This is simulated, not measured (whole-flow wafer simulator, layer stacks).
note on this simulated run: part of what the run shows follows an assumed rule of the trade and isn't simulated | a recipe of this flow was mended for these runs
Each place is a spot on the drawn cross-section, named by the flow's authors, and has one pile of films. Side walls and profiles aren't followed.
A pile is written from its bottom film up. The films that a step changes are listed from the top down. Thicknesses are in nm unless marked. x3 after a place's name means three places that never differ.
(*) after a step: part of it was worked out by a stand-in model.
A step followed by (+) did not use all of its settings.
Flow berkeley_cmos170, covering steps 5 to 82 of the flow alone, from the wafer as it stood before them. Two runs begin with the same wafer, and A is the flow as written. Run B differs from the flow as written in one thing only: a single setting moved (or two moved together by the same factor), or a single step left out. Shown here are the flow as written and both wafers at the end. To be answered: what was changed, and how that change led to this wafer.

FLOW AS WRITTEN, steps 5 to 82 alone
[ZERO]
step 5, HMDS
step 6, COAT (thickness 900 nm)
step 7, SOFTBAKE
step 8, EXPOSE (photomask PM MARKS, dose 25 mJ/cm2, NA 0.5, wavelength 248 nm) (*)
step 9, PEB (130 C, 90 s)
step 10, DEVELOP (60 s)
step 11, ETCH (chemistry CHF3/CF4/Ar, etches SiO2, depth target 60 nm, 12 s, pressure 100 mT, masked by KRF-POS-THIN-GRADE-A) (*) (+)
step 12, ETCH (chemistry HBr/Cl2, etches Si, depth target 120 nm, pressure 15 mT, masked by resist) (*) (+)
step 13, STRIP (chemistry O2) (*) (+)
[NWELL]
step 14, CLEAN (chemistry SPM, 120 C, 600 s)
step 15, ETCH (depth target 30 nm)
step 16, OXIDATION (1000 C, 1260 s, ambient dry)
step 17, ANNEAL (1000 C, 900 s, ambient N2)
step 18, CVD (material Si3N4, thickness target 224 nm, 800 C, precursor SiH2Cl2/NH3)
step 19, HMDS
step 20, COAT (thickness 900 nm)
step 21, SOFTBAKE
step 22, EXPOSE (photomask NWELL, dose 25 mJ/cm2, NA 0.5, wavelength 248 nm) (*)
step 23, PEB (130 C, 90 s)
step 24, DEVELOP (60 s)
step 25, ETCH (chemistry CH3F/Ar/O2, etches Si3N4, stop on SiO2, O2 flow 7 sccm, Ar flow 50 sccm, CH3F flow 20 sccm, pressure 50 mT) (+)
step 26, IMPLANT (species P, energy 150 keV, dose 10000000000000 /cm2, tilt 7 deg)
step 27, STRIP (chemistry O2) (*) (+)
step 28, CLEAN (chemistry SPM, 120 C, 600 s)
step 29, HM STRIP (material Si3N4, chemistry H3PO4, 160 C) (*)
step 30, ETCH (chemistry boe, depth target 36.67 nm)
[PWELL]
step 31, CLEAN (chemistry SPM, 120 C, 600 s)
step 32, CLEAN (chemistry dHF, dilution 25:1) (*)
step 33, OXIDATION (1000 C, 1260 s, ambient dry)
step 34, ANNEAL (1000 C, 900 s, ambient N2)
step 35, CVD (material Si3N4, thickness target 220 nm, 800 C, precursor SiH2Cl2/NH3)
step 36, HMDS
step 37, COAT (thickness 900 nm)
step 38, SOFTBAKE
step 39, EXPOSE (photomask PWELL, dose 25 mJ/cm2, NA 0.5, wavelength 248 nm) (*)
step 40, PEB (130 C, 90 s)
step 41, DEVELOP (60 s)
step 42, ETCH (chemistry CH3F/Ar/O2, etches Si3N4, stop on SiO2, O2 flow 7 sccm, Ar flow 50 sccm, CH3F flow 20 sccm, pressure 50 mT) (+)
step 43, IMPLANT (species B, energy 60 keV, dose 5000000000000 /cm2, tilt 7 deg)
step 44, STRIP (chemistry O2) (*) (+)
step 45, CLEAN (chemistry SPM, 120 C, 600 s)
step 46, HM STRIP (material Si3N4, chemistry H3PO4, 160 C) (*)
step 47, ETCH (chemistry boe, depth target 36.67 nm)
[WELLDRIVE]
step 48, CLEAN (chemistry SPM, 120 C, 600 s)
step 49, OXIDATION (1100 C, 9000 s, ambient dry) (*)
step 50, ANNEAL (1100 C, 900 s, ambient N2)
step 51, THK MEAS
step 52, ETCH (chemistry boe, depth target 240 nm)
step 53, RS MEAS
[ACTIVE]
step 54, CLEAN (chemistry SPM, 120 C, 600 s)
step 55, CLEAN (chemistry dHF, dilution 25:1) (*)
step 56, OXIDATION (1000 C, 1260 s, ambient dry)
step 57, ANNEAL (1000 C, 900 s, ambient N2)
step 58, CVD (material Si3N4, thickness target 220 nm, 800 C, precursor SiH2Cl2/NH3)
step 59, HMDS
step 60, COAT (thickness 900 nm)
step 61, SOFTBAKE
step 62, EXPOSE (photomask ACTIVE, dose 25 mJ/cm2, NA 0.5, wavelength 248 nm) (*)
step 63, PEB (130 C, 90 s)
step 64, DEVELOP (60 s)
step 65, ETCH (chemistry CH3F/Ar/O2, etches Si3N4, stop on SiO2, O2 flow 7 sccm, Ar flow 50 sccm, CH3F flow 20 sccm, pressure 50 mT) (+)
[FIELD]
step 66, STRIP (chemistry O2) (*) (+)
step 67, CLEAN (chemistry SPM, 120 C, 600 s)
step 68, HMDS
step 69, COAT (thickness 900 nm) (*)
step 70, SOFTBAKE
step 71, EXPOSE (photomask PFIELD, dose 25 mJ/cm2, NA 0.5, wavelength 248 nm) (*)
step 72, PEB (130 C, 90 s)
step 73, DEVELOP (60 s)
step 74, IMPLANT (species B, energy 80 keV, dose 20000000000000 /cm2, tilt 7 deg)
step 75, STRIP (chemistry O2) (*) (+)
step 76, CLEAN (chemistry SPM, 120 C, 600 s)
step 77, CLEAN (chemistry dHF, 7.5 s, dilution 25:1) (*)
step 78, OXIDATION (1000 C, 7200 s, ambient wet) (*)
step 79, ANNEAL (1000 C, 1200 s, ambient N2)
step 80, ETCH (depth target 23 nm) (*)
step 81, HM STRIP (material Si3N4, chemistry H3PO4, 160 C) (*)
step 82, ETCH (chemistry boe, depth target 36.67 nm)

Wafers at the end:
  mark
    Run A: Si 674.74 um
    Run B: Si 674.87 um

The reason: step 11, ETCH: chemistry CHF3/CF4/Ar, etches SiO2, depth target 60 nm, 12 s, pressure 100 mT, masked by KRF-POS-THIN-GRADE-A (*) (+), was omitted.

Step by step, how the change led to this:
  step 12, ETCH (chemistry HBr/Cl2, etches Si, depth target 120 nm, pressure 15 mT, masked by resist) (*) (+)
      mark: A Si loses 120 | B SiO2 loses 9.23
  step 13, STRIP (chemistry O2) (*) (+)
      mark: A chemical SiO2 gains 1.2 (new film), Si loses 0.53 | B nothing
  step 15, ETCH (depth target 30 nm)
      mark: A chemical SiO2 loses 1.2 (all of it) | B SiO2 loses 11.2 (all of it)
